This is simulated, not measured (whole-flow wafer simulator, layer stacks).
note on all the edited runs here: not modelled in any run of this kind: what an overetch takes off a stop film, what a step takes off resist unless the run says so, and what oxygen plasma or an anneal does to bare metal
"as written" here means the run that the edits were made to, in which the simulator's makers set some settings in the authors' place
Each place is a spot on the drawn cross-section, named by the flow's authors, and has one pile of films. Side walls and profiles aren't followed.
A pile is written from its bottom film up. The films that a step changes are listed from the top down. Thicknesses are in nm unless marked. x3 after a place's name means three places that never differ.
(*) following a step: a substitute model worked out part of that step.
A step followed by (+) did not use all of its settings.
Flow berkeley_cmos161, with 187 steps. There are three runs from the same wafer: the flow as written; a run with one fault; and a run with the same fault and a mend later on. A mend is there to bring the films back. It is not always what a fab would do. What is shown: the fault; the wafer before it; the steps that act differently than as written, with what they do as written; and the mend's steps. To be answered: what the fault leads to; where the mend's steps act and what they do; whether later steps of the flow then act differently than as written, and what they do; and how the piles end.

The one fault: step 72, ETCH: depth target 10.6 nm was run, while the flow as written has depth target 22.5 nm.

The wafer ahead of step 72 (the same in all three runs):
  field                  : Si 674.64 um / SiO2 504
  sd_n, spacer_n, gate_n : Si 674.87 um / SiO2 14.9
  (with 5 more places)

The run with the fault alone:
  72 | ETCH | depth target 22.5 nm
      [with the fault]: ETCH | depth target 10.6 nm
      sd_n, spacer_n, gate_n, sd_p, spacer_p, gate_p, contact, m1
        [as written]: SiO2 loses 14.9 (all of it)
        [with the fault]: SiO2 loses 10.6
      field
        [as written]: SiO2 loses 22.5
        [with the fault]: SiO2 loses 10.6
  Steps later in the flow that act otherwise than as written (not shown: 45 more steps that differ only slightly, by at most 2% or 0.5 nm, whichever is larger):
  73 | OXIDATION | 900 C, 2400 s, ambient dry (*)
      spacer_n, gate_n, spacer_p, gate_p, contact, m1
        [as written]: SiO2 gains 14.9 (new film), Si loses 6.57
        [with the fault]: SiO2 gains 11.7, Si loses 5.14
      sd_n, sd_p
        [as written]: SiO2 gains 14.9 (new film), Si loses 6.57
        [with the fault]: SiO2 gains 11.7, Si loses 5.13
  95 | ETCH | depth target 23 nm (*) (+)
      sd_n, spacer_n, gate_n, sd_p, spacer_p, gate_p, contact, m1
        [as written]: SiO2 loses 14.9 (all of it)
        [with the fault]: SiO2 loses 16 (all of it)
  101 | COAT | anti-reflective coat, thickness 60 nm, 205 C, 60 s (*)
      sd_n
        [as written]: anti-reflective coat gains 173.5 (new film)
        [with the fault]: anti-reflective coat gains 181.9 (new film)
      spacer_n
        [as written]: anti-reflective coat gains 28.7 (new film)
        [with the fault]: anti-reflective coat gains 26.8 (new film)
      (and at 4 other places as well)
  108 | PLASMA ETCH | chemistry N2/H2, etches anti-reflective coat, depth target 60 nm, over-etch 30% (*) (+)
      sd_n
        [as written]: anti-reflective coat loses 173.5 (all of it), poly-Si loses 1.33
        [with the fault]: anti-reflective coat loses 181.9 (all of it), poly-Si loses 1.4
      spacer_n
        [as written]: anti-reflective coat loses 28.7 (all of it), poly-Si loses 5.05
        [with the fault]: anti-reflective coat loses 26.8 (all of it), poly-Si loses 5.38
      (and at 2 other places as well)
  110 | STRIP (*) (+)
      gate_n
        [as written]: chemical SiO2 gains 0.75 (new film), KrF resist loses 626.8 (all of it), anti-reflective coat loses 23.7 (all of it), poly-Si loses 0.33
        [with the fault]: chemical SiO2 gains 0.75 (new film), KrF resist loses 633.7 (all of it), anti-reflective coat loses 21.8 (all of it), poly-Si loses 0.33
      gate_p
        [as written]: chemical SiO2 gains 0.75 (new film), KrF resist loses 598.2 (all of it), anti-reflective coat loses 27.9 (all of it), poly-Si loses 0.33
        [with the fault]: chemical SiO2 gains 0.75 (new film), KrF resist loses 602.3 (all of it), anti-reflective coat loses 26.9 (all of it), poly-Si loses 0.33
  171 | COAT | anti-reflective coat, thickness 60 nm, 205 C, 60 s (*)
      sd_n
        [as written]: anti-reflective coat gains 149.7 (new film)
        [with the fault]: anti-reflective coat gains 158.3 (new film)
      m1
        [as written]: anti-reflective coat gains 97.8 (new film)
        [with the fault]: anti-reflective coat gains 100.4 (new film)
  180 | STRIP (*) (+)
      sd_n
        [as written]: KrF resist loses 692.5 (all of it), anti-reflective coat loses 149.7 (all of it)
        [with the fault]: KrF resist loses 690.6 (all of it), anti-reflective coat loses 158.3 (all of it)
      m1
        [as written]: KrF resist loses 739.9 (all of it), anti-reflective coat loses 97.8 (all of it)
        [with the fault]: KrF resist loses 743.6 (all of it), anti-reflective coat loses 100.4 (all of it)
  By the end, the piles at field depart from the flow's by more than 2% or 0.5 nm, whichever is larger.
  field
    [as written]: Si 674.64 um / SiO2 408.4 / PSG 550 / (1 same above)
    [with the fault]: Si 674.64 um / SiO2 420.3 / PSG 550 / (1 same above)

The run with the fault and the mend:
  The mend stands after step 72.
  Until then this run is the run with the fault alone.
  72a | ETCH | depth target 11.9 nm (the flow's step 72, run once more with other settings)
      sd_n, spacer_n, gate_n, sd_p, spacer_p, gate_p, contact, m1
        SiO2 loses 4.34 (all of it)
      field
        SiO2 loses 11.9
  Every later step of the flow that is run acts as written at every place that is followed.
  At every place that both follow, the piles at the end match the flow's.
